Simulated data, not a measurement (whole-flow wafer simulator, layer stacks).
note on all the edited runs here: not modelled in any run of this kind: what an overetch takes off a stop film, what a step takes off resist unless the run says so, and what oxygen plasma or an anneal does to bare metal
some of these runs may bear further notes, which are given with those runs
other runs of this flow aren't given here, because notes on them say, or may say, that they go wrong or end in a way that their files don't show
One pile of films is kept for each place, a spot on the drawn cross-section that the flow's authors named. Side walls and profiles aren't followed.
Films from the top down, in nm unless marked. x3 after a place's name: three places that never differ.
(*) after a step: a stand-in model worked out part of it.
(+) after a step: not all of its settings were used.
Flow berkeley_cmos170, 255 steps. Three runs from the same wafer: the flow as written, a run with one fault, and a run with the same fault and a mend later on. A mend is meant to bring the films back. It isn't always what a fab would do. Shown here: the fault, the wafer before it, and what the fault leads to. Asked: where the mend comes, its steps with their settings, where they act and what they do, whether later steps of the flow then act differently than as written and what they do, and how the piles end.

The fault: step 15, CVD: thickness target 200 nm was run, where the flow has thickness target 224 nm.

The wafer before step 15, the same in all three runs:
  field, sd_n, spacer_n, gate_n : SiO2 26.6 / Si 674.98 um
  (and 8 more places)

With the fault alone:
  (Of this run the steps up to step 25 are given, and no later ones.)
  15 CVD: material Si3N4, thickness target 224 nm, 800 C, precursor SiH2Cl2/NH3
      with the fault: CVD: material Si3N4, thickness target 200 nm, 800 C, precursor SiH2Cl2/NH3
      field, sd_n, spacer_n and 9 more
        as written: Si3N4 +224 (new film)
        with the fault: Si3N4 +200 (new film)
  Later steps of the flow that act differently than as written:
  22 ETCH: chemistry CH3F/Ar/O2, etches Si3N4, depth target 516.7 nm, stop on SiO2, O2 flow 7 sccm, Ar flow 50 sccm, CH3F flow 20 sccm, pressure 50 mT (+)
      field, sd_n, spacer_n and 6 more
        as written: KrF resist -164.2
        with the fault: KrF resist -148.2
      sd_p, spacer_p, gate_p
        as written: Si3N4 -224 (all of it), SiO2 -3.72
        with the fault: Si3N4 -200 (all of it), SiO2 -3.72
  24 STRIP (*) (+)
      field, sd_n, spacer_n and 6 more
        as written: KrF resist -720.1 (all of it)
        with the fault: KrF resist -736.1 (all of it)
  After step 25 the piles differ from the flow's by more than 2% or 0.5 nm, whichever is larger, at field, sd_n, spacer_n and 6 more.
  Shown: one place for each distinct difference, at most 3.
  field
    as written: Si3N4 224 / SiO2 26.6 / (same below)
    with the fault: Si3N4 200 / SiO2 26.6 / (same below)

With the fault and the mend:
  The mend comes after step 21.
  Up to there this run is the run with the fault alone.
  21a STRIP (*) (+)
      field, sd_n, spacer_n and 6 more
        KrF resist -884.4 (all of it)
  21b CLEAN: chemistry SPM
      changes no film at any place that is followed
  21c CVD: material Si3N4, thickness target 24 nm, 800 C, precursor SiH2Cl2/NH3 (the flow's step 15 once more, with other settings)
      field, sd_n, spacer_n and 9 more
        Si3N4 +24
  21d HMDS (the flow's step 16 once more)
      changes no film at any place that is followed
  21e COAT: KrF resist, thickness 900 nm (the flow's step 17 once more)
      field, sd_n, spacer_n and 9 more
        KrF resist +900 (new film)
  21f SOFTBAKE: KrF resist (the flow's step 18 once more)
      changes no film at any place that is followed
  21g EXPOSE: photomask NWELL, dose 25 mJ/cm2, NA 0.5, wavelength 248 nm (*) (the flow's step 19 once more)
      changes no film at any place that is followed
  21h PEB: KrF resist, 130 C (the flow's step 20 once more)
      field, sd_n, spacer_n and 9 more
        KrF resist -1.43
  21i DEVELOP: KrF resist, thickness 900 nm, developer developer-D-0.26N (the flow's step 21 once more)
      field, sd_n, spacer_n and 6 more
        KrF resist -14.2
      sd_p, spacer_p, gate_p
        KrF resist -898.6 (all of it)
  No later step of the flow acts differently than as written at any place that is followed.
  At the end the piles are the same as the flow's at every place that both follow.
